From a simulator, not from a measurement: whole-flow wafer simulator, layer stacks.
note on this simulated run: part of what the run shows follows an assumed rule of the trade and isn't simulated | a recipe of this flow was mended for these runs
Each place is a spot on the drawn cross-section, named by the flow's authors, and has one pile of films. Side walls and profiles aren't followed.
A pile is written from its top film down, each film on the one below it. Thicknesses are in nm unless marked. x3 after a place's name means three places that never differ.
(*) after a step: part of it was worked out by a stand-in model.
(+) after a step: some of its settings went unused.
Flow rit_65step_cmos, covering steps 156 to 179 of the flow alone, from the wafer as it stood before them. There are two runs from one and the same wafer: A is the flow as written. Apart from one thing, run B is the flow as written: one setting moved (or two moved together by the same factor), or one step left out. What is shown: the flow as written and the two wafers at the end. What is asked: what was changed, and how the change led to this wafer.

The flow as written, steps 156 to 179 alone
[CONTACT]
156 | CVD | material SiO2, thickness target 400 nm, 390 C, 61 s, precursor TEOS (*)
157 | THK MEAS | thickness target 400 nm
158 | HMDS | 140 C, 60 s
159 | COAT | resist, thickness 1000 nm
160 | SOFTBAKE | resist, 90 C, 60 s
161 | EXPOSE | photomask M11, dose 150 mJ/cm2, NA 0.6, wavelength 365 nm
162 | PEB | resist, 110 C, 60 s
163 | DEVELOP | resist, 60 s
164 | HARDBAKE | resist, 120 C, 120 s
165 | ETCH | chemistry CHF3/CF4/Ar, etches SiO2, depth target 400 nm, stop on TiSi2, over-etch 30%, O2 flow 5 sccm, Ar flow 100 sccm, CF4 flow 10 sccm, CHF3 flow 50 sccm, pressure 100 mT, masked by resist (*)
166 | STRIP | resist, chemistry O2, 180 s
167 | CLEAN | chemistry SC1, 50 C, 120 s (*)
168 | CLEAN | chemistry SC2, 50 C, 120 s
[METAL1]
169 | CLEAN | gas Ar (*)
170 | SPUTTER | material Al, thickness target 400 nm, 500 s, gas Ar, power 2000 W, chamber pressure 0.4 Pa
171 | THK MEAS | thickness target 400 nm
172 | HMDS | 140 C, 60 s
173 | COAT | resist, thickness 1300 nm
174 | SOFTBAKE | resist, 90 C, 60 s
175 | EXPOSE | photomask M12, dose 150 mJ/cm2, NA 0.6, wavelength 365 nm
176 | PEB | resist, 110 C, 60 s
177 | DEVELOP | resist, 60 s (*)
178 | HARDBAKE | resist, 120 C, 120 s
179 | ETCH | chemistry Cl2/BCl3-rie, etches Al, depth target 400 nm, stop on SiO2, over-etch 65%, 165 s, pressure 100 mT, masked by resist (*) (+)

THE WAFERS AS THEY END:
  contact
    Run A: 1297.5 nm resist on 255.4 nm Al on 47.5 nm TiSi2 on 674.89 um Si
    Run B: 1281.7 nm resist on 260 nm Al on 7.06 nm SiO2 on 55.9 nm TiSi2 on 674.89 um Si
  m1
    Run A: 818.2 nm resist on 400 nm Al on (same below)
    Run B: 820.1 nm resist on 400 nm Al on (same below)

The reason: step 165, ETCH: depth target 298 nm was run, while the flow as written has depth target 400 nm.

How this came from the change, step by step:
  165 | ETCH | chemistry CHF3/CF4/Ar, etches SiO2, depth target 400 nm, stop on TiSi2, over-etch 30%, O2 flow 5 sccm, Ar flow 100 sccm, CF4 flow 10 sccm, CHF3 flow 50 sccm, pressure 100 mT, masked by resist (*)
      contact: A SiO2 loses 400 (all of it), TiSi2 loses 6 | B SiO2 loses 387.4
      field, field_pw, field_nw and 6 more: A resist loses 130 | B resist loses 96.9
      (and at 4 other places as well)
  166 | STRIP | resist, chemistry O2, 180 s
      active_n, active_p: A resist loses 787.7 (all of it) | B resist loses 820.9 (all of it)
      field: A resist loses 847 (all of it) | B resist loses 880.2 (all of it)
      (and at 10 other places as well)
  169 | CLEAN | gas Ar (*)
      contact: A TiSi2 loses 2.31 | B SiO2 loses 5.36
